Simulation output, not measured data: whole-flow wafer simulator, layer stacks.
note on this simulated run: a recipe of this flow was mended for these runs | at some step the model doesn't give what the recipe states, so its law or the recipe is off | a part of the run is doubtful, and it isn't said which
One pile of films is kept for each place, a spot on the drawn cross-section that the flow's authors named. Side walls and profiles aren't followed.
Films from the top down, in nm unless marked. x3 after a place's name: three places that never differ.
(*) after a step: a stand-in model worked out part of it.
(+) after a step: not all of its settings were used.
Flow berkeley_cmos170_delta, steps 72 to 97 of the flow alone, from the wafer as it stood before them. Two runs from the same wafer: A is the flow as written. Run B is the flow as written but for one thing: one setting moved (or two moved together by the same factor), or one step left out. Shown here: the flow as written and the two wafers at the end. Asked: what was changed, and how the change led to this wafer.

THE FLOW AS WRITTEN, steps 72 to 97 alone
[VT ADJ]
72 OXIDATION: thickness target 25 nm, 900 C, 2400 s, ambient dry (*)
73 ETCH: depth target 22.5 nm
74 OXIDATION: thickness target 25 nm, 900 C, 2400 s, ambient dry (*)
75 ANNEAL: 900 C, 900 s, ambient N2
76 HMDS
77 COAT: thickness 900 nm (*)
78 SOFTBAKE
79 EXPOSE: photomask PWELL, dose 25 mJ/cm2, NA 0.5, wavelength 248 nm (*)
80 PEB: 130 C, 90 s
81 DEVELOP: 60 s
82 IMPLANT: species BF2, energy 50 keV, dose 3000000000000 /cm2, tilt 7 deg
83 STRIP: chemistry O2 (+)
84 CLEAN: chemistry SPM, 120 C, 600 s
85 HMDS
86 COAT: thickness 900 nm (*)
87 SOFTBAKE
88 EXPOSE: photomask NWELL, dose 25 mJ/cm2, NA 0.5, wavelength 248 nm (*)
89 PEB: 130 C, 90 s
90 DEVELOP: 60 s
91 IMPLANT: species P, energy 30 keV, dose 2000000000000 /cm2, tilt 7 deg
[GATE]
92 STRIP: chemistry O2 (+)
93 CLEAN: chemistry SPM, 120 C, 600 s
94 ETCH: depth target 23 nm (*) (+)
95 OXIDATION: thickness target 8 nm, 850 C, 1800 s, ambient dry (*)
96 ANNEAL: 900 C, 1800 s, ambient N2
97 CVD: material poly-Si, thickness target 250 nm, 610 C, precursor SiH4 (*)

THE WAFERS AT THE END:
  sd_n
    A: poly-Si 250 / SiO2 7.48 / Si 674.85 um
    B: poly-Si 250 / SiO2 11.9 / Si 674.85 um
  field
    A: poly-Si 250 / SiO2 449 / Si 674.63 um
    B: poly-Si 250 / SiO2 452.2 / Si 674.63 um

The cause: step 74, OXIDATION: thickness target 75 nm was run, where the flow has thickness target 25 nm; step 74, OXIDATION: 7200 s was run, where the flow has 2400 s.

How the change led to this, step by step:
  74 OXIDATION: thickness target 25 nm, 900 C, 2400 s, ambient dry (*)
      sd_n, spacer_n, gate, sd_p, spacer_p, gate_p, contact, m1: A SiO2 +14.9 (new film), Si -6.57 | B SiO2 +30.1 (new film), Si -13.2
      field: A SiO2 +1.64, Si -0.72 | B SiO2 +4.92, Si -2.16
  94 ETCH: depth target 23 nm (*) (+)
      sd_n, spacer_n, gate, sd_p, spacer_p, gate_p, contact, m1: A SiO2 -14.9 (all of it) | B SiO2 -23
  95 OXIDATION: thickness target 8 nm, 850 C, 1800 s, ambient dry (*)
      sd_n, spacer_n, gate, sd_p, spacer_p, gate_p, contact, m1: A SiO2 +7.48 (new film), Si -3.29 | B SiO2 +4.79, Si -2.11
